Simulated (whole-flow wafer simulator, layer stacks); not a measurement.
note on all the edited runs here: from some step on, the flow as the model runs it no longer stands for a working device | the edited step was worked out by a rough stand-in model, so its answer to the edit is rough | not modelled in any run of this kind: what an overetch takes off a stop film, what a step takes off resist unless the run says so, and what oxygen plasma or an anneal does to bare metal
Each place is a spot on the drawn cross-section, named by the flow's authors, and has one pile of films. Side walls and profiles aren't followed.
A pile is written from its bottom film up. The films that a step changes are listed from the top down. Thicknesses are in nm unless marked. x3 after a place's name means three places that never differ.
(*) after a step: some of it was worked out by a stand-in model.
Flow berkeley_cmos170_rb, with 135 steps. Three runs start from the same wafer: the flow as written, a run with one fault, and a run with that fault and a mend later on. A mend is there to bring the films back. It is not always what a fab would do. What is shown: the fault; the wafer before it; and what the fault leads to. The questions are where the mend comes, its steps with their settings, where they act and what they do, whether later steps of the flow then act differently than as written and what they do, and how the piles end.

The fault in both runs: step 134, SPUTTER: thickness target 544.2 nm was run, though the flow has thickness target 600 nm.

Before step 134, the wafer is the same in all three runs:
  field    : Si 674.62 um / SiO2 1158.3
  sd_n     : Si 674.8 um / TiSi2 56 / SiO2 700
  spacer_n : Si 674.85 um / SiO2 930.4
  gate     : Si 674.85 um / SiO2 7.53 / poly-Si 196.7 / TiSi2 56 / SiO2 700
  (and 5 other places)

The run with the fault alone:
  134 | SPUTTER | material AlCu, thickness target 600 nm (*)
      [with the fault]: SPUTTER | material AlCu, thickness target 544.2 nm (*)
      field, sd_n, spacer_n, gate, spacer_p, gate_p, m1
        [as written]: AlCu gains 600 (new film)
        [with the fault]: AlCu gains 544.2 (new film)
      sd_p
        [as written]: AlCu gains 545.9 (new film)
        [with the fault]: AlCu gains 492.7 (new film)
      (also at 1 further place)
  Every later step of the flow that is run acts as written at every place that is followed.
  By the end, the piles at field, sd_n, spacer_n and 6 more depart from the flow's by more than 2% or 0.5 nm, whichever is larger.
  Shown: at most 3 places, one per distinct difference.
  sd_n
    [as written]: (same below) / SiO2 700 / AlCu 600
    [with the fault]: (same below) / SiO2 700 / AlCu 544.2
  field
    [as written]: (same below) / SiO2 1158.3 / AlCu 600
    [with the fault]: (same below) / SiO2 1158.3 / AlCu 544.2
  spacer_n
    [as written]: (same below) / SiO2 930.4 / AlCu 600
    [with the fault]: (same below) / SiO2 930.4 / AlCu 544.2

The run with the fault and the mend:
  The mend stands after step 134.
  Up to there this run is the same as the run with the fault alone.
  134a | ETCH | chemistry al pan, depth target 625.7 nm
      field, sd_n, spacer_n, gate, spacer_p, gate_p, m1
        AlCu loses 544.2 (all of it)
      sd_p
        AlCu loses 492.7 (all of it)
      contact
        AlCu loses 378.1 (all of it)
  134b | SPUTTER | material AlCu, thickness target 600 nm (*) (a further turn of the flow's step 134)
      field, sd_n, spacer_n, gate, spacer_p, gate_p, m1
        AlCu gains 600 (new film)
      sd_p
        AlCu gains 545.9 (new film)
      contact
        AlCu gains 415.1 (new film)
  Every later step of the flow that is run acts as written at every place that is followed.
  By the end, the piles equal the flow's at every place that both follow.
